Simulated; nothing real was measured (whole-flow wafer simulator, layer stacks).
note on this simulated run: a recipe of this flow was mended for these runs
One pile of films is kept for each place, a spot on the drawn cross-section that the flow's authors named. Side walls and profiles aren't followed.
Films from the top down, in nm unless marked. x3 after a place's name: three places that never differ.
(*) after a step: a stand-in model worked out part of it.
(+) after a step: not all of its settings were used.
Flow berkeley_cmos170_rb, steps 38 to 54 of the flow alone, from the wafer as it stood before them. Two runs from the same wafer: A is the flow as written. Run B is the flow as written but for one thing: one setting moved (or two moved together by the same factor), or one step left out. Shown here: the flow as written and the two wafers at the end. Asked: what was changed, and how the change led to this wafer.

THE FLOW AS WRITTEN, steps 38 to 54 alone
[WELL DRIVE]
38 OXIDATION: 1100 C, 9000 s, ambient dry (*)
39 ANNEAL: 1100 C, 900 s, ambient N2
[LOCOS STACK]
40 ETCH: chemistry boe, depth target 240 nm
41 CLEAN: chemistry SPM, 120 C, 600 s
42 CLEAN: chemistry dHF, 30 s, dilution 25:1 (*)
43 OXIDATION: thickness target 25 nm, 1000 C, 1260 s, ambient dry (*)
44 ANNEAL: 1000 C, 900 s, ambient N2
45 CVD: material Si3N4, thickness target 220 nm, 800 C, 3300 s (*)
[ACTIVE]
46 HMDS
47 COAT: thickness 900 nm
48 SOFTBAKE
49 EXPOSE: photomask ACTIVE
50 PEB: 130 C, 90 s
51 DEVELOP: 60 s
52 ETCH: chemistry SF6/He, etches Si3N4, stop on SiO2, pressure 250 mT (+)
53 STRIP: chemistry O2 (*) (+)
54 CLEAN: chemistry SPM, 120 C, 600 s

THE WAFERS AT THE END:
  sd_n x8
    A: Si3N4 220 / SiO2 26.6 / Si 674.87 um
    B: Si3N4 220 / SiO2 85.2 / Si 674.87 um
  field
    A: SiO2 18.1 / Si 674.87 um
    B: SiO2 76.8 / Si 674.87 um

The cause: step 40, ETCH: depth target 120 nm was run, where the flow has depth target 240 nm.

How the change led to this, step by step:
  40 ETCH: chemistry boe, depth target 240 nm
      field, sd_n x8: A SiO2 -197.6 (all of it) | B SiO2 -120
  41 CLEAN: chemistry SPM, 120 C, 600 s
      field, sd_n x8: A chemical SiO2 +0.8 (new film), Si -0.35 | B nothing
  42 CLEAN: chemistry dHF, 30 s, dilution 25:1 (*)
      field, sd_n x8: A chemical SiO2 -0.8 (all of it) | B SiO2 -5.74
  43 OXIDATION: thickness target 25 nm, 1000 C, 1260 s, ambient dry (*)
      field, sd_n x8: A SiO2 +26.6 (new film), Si -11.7 | B SiO2 +13.3, Si -5.87
